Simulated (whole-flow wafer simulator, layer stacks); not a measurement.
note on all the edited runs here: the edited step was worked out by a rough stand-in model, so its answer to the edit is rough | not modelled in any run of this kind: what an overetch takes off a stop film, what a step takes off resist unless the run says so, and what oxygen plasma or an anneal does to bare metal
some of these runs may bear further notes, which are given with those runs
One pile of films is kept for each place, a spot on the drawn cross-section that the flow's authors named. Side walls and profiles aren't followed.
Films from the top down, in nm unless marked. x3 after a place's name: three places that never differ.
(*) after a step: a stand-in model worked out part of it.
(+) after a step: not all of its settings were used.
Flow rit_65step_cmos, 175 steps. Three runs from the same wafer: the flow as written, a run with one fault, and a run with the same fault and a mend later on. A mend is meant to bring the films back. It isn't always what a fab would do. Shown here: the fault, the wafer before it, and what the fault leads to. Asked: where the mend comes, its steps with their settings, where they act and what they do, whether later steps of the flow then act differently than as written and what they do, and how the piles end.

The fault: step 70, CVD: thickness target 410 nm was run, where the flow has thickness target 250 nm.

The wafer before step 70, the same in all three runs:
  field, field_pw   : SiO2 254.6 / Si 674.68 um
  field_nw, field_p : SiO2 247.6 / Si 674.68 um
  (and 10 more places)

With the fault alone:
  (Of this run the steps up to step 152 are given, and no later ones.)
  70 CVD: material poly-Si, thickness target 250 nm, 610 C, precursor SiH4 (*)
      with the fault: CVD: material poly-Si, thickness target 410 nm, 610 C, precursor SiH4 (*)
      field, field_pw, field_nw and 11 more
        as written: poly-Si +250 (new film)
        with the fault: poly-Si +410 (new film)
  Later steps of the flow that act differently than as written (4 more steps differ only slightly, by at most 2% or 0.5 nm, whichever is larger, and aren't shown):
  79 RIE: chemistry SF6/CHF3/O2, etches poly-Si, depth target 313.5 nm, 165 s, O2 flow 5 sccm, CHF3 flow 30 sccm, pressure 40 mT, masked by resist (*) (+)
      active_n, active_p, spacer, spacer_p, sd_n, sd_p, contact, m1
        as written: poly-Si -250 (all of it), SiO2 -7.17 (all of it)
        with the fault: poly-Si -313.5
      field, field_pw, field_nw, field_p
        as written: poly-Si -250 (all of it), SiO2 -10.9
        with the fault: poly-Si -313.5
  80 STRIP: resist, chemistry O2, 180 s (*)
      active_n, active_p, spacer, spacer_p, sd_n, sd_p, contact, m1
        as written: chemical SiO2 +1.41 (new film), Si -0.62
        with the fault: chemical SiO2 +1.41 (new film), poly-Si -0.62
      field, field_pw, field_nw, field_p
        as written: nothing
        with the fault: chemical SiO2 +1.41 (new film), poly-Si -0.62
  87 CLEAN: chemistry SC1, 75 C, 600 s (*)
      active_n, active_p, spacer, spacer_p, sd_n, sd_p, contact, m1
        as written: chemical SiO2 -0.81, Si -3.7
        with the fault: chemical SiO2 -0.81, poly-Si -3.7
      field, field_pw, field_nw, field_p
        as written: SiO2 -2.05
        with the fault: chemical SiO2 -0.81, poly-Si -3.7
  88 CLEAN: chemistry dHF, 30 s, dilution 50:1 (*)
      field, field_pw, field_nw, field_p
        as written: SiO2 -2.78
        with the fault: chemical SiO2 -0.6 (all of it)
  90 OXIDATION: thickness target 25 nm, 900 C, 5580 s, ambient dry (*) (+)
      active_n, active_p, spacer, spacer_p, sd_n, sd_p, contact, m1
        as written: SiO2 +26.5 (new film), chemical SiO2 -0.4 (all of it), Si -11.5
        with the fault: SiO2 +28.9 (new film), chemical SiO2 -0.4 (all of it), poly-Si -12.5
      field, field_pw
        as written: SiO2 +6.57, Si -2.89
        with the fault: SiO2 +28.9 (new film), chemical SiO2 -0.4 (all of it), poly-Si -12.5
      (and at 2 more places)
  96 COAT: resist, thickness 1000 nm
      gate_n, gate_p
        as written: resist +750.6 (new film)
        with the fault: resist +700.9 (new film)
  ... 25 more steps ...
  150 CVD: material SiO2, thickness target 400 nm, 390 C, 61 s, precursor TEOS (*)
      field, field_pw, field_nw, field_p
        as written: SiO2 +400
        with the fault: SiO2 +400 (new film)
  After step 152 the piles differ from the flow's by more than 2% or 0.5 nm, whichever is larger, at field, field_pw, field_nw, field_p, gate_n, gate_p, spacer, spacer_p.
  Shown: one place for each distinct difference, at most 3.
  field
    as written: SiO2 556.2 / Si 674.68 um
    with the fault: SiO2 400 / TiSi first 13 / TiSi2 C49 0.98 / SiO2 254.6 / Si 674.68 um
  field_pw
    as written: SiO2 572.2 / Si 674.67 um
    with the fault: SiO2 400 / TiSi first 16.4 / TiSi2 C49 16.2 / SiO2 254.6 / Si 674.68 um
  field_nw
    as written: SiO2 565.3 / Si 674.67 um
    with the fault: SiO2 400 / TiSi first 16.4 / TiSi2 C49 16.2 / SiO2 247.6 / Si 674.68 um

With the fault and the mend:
  The mend comes after step 71.
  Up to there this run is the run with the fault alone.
  71a ETCH: chemistry tmah, depth target 471.5 nm
      field, field_pw, field_nw and 11 more
        poly-Si -410 (all of it)
  71b CLEAN: chemistry SC2, 75 C, 600 s (the flow's step 66 once more)
      changes no film at any place that is followed
  71c CVD: material poly-Si, thickness target 250 nm, 610 C, precursor SiH4 (*) (the flow's step 70 once more)
      field, field_pw, field_nw and 11 more
        poly-Si +250 (new film)
  No later step of the flow acts differently than as written at any place that is followed.
  At the end the piles are the same as the flow's at every place that both follow.
